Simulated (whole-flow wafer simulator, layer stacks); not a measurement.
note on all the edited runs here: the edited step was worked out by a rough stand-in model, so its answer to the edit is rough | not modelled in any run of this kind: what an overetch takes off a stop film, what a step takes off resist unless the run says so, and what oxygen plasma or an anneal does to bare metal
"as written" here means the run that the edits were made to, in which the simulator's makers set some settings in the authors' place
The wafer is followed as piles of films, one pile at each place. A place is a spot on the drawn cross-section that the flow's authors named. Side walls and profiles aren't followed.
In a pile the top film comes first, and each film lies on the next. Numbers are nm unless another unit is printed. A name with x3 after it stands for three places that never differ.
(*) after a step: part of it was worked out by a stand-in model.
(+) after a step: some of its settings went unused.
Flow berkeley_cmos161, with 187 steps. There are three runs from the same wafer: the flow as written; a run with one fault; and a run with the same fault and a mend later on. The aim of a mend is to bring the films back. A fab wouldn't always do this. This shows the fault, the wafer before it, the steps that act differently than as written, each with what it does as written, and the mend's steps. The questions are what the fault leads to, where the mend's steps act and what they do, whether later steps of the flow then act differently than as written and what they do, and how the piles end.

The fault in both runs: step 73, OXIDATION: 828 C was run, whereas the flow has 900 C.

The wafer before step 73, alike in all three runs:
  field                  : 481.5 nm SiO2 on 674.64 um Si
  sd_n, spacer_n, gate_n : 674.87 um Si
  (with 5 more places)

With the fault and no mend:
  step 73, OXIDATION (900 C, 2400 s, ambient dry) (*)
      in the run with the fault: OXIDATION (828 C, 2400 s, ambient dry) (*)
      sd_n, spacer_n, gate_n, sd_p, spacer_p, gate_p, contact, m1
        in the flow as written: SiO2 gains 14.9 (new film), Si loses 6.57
        in the run with the fault: SiO2 gains 7.05 (new film), Si loses 3.1
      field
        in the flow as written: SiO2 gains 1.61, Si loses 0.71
        in the run with the fault: SiO2 gains 0.41, Si loses 0.18
  Steps further on in the flow that do not act as written (not shown: 44 more steps that differ only slightly, by at most 2% or 0.5 nm, whichever is larger):
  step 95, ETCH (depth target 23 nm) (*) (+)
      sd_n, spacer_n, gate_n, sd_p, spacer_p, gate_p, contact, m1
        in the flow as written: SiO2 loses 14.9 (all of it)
        in the run with the fault: SiO2 loses 7.05 (all of it)
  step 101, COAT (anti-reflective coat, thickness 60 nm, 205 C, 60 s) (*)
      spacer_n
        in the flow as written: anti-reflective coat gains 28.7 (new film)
        in the run with the fault: anti-reflective coat gains 29.5 (new film)
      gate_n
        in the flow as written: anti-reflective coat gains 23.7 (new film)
        in the run with the fault: anti-reflective coat gains 24.5 (new film)
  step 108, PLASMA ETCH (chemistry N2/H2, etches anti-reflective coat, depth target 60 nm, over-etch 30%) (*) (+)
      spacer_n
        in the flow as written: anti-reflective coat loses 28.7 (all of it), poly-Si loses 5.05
        in the run with the fault: anti-reflective coat loses 29.5 (all of it), poly-Si loses 4.93
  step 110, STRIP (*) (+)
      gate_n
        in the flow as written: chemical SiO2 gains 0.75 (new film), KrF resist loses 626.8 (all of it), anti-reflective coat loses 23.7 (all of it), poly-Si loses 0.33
        in the run with the fault: chemical SiO2 gains 0.75 (new film), KrF resist loses 624.2 (all of it), anti-reflective coat loses 24.5 (all of it), poly-Si loses 0.33
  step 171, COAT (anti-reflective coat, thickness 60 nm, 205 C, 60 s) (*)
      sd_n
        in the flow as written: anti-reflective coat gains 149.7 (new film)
        in the run with the fault: anti-reflective coat gains 146.2 (new film)
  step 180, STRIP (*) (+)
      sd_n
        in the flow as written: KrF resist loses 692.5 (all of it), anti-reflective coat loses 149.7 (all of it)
        in the run with the fault: KrF resist loses 693.2 (all of it), anti-reflective coat loses 146.2 (all of it)
  The piles end only slightly different from the flow's at the places that both follow, by no more than 2% or 0.5 nm, whichever is larger.

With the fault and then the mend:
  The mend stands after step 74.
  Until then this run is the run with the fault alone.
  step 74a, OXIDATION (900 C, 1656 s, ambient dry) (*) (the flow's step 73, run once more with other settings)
      sd_n, spacer_n, gate_n, sd_p, spacer_p, gate_p, contact, m1
        SiO2 gains 7.86, Si loses 3.46
      field
        SiO2 gains 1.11, Si loses 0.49
  Every later step of the flow that is run acts as written, at every place that is followed, to within 2% or 0.5 nm, whichever is larger.
  The piles end only slightly different from the flow's at the places that both follow, by no more than 2% or 0.5 nm, whichever is larger.
